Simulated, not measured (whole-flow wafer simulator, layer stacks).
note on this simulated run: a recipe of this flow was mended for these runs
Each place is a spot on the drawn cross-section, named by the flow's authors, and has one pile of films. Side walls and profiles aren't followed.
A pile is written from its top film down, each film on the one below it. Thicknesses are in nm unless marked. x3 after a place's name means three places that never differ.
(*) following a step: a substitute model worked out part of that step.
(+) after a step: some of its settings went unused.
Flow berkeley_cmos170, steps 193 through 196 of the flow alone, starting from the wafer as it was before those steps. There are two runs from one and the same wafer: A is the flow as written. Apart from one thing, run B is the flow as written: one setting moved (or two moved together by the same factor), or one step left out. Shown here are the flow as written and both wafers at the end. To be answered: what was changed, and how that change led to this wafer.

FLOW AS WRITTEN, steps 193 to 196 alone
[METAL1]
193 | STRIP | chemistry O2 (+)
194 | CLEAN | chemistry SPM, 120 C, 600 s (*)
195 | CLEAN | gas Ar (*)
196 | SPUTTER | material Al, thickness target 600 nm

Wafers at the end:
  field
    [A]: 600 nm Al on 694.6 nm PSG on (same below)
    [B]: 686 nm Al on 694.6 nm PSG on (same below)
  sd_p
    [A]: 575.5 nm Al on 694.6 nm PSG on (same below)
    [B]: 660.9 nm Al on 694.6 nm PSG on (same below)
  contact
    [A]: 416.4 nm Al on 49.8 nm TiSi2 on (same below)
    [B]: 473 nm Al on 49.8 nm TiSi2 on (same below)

Cause: step 196, SPUTTER: thickness target 686 nm was run, while the flow as written has thickness target 600 nm.
The wafer itself shows it: field has Al 686, and step 196 as written asks for 600 nm.

The path from the change to this, step by step:
  196 | SPUTTER | material Al, thickness target 600 nm
      field, mark, sd_n and 8 more: A +600 Al (new film) | B +686 Al (new film)
      sd_p: A +575.5 Al (new film) | B +660.9 Al (new film)
      (also at 1 further place)
